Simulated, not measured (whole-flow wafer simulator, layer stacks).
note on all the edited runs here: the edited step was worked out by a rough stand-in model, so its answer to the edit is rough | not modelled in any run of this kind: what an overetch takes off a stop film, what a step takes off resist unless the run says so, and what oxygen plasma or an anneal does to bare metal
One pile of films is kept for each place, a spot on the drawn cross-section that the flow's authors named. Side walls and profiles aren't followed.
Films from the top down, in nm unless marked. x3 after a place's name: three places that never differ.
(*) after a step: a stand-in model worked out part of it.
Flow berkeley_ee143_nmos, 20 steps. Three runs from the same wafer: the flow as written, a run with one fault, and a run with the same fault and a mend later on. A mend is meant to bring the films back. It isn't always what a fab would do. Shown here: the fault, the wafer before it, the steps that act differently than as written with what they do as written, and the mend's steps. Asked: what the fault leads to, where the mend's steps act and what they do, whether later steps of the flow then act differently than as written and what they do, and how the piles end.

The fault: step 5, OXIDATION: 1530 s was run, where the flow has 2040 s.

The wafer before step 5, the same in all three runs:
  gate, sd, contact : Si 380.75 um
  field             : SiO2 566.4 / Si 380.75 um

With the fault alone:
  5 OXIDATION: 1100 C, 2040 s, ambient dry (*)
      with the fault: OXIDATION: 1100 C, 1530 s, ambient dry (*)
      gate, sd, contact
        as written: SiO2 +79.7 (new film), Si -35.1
        with the fault: SiO2 +67.1 (new film), Si -29.5
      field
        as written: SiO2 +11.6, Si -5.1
        with the fault: SiO2 +8.72, Si -3.84
  Later steps of the flow that act differently than as written (1 more step differs only slightly, by at most 2% or 0.5 nm, whichever is larger, and isn't shown):
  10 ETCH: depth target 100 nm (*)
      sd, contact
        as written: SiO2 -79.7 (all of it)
        with the fault: SiO2 -67.1 (all of it)
  At the end the piles differ from the flow's by more than 2% or 0.5 nm, whichever is larger, at gate.
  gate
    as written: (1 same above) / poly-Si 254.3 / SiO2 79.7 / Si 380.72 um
    with the fault: (1 same above) / poly-Si 254.3 / SiO2 67.1 / Si 380.72 um

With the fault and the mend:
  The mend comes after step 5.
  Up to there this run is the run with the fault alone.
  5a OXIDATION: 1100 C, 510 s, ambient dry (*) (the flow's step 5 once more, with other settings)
      gate, sd, contact
        SiO2 +12.7, Si -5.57
      field
        SiO2 +2.9, Si -1.27
  No later step of the flow acts differently than as written, at any place that is followed, by more than 2% or 0.5 nm, whichever is larger.
  At the end the piles differ from the flow's only slightly at the places that both follow, by at most 2% or 0.5 nm, whichever is larger.
